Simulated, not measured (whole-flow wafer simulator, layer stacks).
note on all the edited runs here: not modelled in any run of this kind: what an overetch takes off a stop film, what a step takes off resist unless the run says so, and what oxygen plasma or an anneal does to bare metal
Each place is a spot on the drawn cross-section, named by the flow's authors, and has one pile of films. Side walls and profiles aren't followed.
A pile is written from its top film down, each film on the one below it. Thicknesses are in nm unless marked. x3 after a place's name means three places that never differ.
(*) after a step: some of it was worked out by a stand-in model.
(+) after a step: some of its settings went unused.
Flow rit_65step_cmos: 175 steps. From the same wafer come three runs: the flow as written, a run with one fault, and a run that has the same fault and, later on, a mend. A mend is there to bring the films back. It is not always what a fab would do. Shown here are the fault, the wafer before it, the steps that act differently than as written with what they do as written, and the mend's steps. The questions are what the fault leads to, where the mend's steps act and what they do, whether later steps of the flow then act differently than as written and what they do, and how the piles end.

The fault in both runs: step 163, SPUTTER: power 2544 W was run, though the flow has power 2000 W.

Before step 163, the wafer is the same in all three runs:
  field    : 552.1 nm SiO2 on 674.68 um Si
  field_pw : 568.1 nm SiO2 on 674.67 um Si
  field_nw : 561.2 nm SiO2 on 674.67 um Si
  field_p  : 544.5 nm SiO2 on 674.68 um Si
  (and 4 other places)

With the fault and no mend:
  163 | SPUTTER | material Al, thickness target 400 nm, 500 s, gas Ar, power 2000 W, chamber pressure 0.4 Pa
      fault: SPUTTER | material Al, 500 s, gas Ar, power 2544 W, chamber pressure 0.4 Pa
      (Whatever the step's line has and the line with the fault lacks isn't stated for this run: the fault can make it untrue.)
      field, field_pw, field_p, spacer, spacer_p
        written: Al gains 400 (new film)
        fault: Al gains 508.8 (new film)
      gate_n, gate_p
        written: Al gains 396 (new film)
        fault: Al gains 494.5 (new film)
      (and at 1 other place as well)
  Later steps of the flow acting differently than as written (3 more steps, not shown, differ only slightly: by at most 2% or 0.5 nm, whichever is larger):
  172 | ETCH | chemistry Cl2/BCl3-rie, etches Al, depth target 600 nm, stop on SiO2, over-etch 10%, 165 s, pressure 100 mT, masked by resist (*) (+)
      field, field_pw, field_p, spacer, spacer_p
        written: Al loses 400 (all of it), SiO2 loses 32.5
        fault: Al loses 508.8 (all of it), SiO2 loses 18.9
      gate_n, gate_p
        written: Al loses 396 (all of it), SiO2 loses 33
        fault: Al loses 494.5 (all of it), SiO2 loses 20.7
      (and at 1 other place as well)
  The piles end different from the flow's at field, field_pw, field_nw, field_p, gate_n, gate_p, spacer, spacer_p by more than 2% or 0.5 nm, whichever is larger.
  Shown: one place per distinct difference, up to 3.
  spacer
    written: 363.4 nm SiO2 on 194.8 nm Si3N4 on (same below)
    fault: 377 nm SiO2 on 194.8 nm Si3N4 on (same below)
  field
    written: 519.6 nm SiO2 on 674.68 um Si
    fault: 533.2 nm SiO2 on 674.68 um Si
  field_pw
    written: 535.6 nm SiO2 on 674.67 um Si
    fault: 549.2 nm SiO2 on 674.67 um Si

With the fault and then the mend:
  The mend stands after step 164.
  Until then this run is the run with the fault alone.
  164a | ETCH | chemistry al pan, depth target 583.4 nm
      field, field_pw, field_nw, field_p, spacer, spacer_p
        Al loses 508.8 (all of it)
      gate_n, gate_p
        Al loses 494.5 (all of it)
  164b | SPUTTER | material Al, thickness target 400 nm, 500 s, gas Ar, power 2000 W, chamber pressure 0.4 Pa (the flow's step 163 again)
      field, field_pw, field_p, spacer, spacer_p
        Al gains 400 (new film)
      gate_n, gate_p
        Al gains 396 (new film)
      field_nw
        Al gains 397.2 (new film)
  Every later step of the flow that is run acts as written at every place that is followed.
  By the end, the piles equal the flow's at every place that both follow.
